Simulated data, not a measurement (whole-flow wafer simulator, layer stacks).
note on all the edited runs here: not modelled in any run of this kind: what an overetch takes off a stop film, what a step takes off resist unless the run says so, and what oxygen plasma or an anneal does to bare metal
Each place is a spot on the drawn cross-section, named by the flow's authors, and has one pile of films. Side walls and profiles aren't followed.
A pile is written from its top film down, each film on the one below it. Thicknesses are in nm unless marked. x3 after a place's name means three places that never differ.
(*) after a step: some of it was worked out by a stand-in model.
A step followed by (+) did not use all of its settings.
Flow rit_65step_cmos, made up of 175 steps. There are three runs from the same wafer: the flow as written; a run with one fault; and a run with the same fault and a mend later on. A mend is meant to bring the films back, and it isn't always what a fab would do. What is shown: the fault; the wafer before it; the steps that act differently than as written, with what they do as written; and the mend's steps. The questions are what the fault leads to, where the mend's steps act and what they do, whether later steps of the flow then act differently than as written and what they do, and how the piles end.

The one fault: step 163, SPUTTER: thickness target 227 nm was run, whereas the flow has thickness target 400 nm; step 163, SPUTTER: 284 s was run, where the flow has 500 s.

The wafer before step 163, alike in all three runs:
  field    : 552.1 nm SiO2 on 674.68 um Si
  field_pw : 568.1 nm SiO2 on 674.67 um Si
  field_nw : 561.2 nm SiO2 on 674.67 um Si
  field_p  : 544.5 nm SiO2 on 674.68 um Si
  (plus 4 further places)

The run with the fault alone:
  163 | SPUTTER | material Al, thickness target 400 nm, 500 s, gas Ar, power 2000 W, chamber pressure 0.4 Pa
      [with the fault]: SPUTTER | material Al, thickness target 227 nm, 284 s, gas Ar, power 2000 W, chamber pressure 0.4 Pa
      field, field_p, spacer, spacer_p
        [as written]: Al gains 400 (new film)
        [with the fault]: Al gains 227 (new film)
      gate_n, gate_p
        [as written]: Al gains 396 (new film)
        [with the fault]: Al gains 227 (new film)
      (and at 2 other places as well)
  Steps later in the flow that act otherwise than as written (not shown: 3 more steps that differ only slightly, by at most 2% or 0.5 nm, whichever is larger):
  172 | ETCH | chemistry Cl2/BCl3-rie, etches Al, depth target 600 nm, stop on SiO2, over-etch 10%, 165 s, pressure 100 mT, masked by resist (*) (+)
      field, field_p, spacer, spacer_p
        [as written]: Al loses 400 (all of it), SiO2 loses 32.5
        [with the fault]: Al loses 227 (all of it), SiO2 loses 54.1
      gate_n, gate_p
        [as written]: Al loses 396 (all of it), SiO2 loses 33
        [with the fault]: Al loses 227 (all of it), SiO2 loses 54.1
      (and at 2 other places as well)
  By the end, the piles at field, field_pw, field_nw, field_p, gate_n, gate_p, spacer, spacer_p depart from the flow's by more than 2% or 0.5 nm, whichever is larger.
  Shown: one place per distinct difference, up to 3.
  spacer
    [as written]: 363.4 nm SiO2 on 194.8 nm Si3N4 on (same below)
    [with the fault]: 341.8 nm SiO2 on 194.8 nm Si3N4 on (same below)
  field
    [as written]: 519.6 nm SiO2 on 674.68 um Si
    [with the fault]: 498 nm SiO2 on 674.68 um Si
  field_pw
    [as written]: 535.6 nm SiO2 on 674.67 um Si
    [with the fault]: 514 nm SiO2 on 674.67 um Si

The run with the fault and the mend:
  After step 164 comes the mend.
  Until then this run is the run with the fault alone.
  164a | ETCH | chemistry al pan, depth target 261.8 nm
      field, field_p, gate_n, gate_p, spacer, spacer_p
        Al loses 227 (all of it)
      field_pw
        Al loses 226.9 (all of it)
      field_nw
        Al loses 226.8 (all of it)
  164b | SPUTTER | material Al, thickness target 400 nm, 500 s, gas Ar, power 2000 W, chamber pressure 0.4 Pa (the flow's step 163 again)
      field, field_pw, field_p, spacer, spacer_p
        Al gains 400 (new film)
      gate_n, gate_p
        Al gains 396 (new film)
      field_nw
        Al gains 397.2 (new film)
  None of the later steps of the flow acts differently than as written at any place that is followed.
  The piles end the same as the flow's at every place that both follow.
